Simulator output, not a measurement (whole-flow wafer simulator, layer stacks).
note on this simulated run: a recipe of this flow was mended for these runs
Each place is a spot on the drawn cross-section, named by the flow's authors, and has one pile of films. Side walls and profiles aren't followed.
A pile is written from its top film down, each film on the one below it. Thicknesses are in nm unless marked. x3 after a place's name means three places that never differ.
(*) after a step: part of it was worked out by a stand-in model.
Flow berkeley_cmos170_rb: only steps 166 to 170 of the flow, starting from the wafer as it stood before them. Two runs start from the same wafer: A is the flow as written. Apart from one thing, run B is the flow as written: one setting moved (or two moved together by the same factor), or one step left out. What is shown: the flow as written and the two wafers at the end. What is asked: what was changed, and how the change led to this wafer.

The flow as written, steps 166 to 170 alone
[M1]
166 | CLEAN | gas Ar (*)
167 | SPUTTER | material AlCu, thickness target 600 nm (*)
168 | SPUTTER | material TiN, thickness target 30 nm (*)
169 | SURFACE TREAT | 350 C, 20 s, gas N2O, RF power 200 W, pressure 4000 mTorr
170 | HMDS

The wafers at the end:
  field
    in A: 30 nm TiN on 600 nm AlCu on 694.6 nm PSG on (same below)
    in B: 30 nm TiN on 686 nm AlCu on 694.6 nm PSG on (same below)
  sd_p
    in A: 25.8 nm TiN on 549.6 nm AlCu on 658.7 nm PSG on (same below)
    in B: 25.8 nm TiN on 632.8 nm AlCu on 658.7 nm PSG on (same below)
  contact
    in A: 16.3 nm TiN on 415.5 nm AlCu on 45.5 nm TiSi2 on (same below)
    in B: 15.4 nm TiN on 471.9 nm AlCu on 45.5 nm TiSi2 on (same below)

What caused this: step 167, SPUTTER: thickness target 686 nm was run, while the flow as written has thickness target 600 nm.
The wafer itself shows it: field has AlCu 686, and step 167 as written asks for 600 nm.

How this came from the change, step by step:
  167 | SPUTTER | material AlCu, thickness target 600 nm (*)
      field, sd_n, spacer_n, gate, spacer_p, gate_p, m1: A AlCu gains 600 (new film) | B AlCu gains 686 (new film)
      sd_p: A AlCu gains 549.6 (new film) | B AlCu gains 632.8 (new film)
      (also at 1 further place)
  168 | SPUTTER | material TiN, thickness target 30 nm (*)
      contact: A TiN gains 16.3 (new film) | B TiN gains 15.4 (new film)
